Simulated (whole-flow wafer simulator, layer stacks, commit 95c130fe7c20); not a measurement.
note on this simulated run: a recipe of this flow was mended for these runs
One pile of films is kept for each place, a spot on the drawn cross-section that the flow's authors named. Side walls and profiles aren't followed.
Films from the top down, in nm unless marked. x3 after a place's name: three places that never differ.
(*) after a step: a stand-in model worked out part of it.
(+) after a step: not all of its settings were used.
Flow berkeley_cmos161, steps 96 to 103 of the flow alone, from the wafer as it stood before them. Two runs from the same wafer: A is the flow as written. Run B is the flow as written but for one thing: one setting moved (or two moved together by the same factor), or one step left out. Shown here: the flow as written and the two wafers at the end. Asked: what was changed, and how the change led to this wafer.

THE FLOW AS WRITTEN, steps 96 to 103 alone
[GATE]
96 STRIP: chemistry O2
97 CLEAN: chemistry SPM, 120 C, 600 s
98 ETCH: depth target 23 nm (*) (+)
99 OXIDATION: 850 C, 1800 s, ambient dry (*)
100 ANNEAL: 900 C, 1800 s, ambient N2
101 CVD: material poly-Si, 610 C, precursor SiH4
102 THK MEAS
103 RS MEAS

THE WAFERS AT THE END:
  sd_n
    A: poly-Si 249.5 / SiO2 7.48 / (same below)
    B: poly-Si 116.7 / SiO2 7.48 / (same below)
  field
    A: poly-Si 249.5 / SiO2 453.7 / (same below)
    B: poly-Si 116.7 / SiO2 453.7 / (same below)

The cause: step 101, CVD: 575 C was run, where the flow has 610 C.

How the change led to this, step by step:
  101 CVD: material poly-Si, 610 C, precursor SiH4
      field, sd_n, spacer_n, gate_n, sd_p, spacer_p x2, contact, m1: A poly-Si +249.5 (new film) | B poly-Si +116.7 (new film)
